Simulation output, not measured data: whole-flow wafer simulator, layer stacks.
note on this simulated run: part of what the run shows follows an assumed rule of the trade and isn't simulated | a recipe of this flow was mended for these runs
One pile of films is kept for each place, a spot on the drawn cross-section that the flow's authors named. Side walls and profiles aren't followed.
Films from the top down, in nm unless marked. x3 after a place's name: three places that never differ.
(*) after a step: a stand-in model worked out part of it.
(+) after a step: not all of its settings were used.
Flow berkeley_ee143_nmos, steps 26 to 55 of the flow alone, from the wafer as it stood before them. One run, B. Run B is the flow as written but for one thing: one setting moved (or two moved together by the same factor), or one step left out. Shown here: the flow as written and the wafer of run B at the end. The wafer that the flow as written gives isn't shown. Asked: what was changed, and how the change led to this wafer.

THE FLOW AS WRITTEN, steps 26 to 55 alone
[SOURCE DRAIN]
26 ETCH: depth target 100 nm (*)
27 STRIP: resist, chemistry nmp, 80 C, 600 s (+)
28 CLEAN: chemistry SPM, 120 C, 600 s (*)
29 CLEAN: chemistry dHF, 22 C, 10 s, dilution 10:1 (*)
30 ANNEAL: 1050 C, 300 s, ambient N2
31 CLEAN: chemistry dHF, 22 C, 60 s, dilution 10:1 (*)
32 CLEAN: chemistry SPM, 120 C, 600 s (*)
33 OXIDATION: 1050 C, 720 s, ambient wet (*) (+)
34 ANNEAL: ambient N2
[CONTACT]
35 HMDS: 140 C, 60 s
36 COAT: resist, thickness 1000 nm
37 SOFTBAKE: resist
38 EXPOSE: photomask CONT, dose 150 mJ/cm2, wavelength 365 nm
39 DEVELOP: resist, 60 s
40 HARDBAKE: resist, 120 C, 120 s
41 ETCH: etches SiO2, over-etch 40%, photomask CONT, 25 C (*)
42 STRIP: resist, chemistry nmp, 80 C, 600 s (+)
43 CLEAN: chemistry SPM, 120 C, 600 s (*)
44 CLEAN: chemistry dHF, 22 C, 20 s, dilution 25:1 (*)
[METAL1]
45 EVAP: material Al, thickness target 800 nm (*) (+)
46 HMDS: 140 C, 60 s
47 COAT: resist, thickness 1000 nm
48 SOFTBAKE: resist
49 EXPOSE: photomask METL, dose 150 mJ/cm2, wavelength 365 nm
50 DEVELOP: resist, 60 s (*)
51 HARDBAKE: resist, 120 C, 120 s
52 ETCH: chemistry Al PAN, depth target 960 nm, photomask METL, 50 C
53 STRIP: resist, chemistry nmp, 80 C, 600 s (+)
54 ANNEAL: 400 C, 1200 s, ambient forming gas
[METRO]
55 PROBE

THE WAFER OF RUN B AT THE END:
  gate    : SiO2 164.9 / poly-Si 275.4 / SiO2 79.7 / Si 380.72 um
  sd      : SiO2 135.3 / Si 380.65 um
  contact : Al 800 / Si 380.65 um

The cause: step 33, OXIDATION: 1015 C was run, where the flow has 1050 C.

How the change led to this, step by step:
  33 OXIDATION: 1050 C, 720 s, ambient wet (*) (+)
      sd, contact: SiO2 +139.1 (new film), chemical SiO2 -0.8 (all of it), Si -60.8 (as written it would be: SiO2 +189.4 (new film), chemical SiO2 -0.8 (all of it), Si -83)
      gate: SiO2 +168.7 (new film), chemical SiO2 -0.8 (all of it), poly-Si -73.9 (as written it would be: SiO2 +217.6 (new film), chemical SiO2 -0.8 (all of it), poly-Si -95.4)
      (and at 1 more place)
  41 ETCH: etches SiO2, over-etch 40%, photomask CONT, 25 C (*)
      contact: SiO2 -139.1 (all of it) (as written it would be: SiO2 -189.4 (all of it))
  47 COAT: resist, thickness 1000 nm
      contact: resist +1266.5 (new film) (as written it would be: resist +1301 (new film))
  51 HARDBAKE: resist, 120 C, 120 s
      contact: resist -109 (as written it would be: resist -112.2)
  53 STRIP: resist, chemistry nmp, 80 C, 600 s (+)
      contact: resist -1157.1 (all of it) (as written it would be: resist -1188.4 (all of it))
